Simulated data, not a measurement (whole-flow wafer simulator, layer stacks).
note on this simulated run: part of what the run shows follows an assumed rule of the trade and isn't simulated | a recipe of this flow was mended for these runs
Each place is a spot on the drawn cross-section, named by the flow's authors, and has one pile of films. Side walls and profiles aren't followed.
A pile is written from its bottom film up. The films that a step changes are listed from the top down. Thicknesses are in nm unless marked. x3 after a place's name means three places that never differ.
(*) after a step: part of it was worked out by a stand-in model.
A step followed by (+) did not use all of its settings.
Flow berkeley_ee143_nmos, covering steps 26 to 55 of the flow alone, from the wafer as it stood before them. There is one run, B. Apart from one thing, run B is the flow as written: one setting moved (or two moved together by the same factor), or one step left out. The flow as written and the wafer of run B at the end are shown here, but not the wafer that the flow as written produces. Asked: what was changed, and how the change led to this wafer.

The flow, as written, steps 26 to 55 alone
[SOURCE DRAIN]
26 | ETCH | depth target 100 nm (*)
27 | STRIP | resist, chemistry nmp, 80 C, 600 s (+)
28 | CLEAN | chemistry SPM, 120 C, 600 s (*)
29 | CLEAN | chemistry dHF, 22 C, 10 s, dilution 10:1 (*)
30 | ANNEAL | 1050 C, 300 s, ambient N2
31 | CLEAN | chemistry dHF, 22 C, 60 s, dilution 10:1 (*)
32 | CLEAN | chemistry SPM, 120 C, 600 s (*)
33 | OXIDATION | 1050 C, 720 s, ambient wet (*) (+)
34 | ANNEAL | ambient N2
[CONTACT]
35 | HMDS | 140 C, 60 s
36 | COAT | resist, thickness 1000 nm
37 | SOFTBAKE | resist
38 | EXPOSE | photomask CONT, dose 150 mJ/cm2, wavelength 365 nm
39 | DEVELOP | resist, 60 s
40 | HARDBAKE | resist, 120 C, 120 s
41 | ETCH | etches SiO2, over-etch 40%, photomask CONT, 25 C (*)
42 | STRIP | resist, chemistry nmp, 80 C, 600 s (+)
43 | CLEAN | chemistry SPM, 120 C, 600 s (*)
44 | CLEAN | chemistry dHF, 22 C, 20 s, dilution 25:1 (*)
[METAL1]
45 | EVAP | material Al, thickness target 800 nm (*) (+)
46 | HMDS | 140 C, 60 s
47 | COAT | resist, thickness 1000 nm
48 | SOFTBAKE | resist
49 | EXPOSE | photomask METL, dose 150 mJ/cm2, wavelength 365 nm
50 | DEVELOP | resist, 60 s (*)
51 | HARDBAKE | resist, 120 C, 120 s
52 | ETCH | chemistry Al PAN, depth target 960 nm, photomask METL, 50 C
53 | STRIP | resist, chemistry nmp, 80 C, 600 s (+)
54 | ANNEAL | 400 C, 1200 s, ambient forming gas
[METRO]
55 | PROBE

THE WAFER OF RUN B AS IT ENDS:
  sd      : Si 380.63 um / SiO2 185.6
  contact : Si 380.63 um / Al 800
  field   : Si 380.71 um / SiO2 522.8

What caused this: step 26, ETCH: depth target 78 nm was run, while the flow as written has depth target 100 nm.

How this came from the change, step by step:
  26 | ETCH | depth target 100 nm (*)
      sd, contact: SiO2 loses 78 (it would be, as written: SiO2 loses 78.6 (all of it))
      field: SiO2 loses 78 (it would be, as written: SiO2 loses 100)
  28 | CLEAN | chemistry SPM, 120 C, 600 s (*)
      sd, contact: nothing (it would be, as written: chemical SiO2 gains 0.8 (new film), Si loses 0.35)
  29 | CLEAN | chemistry dHF, 22 C, 10 s, dilution 10:1 (*)
      sd, contact: SiO2 loses 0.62 (all of it) (it would be, as written: chemical SiO2 loses 0.8 (all of it))
  33 | OXIDATION | 1050 C, 720 s, ambient wet (*) (+)
      field: SiO2 gains 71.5, Si loses 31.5 (it would be, as written: SiO2 gains 73.9, Si loses 32.5)
